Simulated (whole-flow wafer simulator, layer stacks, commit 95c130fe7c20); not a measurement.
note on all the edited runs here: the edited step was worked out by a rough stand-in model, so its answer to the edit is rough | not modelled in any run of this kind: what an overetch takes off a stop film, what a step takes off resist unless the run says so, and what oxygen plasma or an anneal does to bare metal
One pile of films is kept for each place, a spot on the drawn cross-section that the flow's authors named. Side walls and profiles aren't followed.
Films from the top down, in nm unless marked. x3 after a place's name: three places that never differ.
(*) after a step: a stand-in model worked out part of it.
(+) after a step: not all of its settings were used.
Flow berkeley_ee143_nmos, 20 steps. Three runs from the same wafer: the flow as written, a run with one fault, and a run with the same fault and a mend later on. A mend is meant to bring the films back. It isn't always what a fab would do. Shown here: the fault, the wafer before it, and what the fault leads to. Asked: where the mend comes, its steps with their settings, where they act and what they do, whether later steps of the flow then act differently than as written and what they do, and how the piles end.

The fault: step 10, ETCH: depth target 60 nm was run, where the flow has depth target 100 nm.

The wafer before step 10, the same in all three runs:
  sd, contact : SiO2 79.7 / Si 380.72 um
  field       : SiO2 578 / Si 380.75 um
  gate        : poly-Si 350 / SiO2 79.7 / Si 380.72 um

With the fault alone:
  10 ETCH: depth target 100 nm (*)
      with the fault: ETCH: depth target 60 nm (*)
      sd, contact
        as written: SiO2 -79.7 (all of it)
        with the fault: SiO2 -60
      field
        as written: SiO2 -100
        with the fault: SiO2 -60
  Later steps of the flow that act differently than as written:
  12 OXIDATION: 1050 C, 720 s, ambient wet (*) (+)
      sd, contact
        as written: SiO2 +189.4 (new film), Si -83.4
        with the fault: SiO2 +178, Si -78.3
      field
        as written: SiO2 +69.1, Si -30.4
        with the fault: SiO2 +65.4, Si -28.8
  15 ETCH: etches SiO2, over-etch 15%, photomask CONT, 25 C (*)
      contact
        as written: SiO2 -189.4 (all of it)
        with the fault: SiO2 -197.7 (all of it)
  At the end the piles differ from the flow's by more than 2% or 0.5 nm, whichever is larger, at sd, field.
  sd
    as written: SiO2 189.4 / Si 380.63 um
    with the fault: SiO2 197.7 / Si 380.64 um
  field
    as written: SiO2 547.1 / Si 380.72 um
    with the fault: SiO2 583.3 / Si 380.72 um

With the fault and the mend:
  The mend comes after step 10.
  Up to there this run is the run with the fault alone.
  10a ETCH: depth target 40 nm (*) (the flow's step 10 once more, with other settings)
      sd, contact
        SiO2 -19.7 (all of it)
      field
        SiO2 -40
  No later step of the flow acts differently than as written at any place that is followed.
  At the end the piles are the same as the flow's at every place that both follow.
